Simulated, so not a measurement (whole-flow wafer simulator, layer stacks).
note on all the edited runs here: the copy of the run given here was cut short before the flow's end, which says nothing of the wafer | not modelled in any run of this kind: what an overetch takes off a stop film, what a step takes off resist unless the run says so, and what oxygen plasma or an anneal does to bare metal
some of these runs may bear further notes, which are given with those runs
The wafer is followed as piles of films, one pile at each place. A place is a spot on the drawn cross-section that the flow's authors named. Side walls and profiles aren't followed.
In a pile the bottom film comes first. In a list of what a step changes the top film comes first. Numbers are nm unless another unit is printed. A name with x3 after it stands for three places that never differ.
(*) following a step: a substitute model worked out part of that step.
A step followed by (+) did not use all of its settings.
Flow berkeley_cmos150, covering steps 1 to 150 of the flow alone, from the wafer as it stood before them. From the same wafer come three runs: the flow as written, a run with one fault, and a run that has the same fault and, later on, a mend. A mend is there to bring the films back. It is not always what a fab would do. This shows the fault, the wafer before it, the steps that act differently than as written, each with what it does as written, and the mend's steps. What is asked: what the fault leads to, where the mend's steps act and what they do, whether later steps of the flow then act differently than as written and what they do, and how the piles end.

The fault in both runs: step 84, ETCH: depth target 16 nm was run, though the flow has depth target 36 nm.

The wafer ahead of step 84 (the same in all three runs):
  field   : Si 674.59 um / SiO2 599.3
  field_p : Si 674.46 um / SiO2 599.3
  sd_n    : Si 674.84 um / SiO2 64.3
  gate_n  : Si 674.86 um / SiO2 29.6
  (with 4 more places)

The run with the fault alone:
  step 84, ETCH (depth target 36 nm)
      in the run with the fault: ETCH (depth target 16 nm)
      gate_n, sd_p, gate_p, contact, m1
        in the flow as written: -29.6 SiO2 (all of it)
        in the run with the fault: -16 SiO2
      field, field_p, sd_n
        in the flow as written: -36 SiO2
        in the run with the fault: -16 SiO2
  Steps further on in the flow that do not act as written (25 other steps are not shown; they differ only slightly, by no more than 2% or 0.5 nm, whichever is larger):
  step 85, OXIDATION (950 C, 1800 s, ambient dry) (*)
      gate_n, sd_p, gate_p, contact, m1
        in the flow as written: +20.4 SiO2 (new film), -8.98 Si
        in the run with the fault: +15.5 SiO2, -6.82 Si
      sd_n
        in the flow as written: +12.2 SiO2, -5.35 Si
        in the run with the fault: +8.79 SiO2, -3.87 Si
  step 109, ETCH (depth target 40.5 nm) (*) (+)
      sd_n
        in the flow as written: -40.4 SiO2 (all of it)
        in the run with the fault: -40.5 SiO2
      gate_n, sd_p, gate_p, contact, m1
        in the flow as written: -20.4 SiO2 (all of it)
        in the run with the fault: -29.1 SiO2 (all of it)
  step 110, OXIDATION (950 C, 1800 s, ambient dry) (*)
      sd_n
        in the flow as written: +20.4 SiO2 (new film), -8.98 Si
        in the run with the fault: +13.8 SiO2, -6.07 Si
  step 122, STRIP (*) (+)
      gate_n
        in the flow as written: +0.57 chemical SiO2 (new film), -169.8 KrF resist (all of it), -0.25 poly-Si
        in the run with the fault: +0.57 chemical SiO2 (new film), -176.5 KrF resist (all of it), -0.25 poly-Si
  At field, field_p, sd_n, the piles at the end differ from the flow's by more than 2% or 0.5 nm, whichever is larger.
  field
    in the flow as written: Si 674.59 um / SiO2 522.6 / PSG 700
    in the run with the fault: Si 674.59 um / SiO2 542.4 / PSG 700
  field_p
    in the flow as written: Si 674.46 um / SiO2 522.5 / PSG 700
    in the run with the fault: Si 674.46 um / SiO2 542.4 / PSG 700
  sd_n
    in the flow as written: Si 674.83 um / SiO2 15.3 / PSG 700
    in the run with the fault: Si 674.83 um / SiO2 25.3 / PSG 700

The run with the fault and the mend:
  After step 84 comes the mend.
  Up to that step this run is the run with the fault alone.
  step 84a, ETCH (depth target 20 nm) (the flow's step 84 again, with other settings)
      gate_n, sd_p, gate_p, contact, m1
        -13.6 SiO2 (all of it)
      field, field_p, sd_n
        -20 SiO2
  None of the later steps of the flow acts differently than as written at any place that is followed.
  The piles end the same as the flow's at every place that both follow.
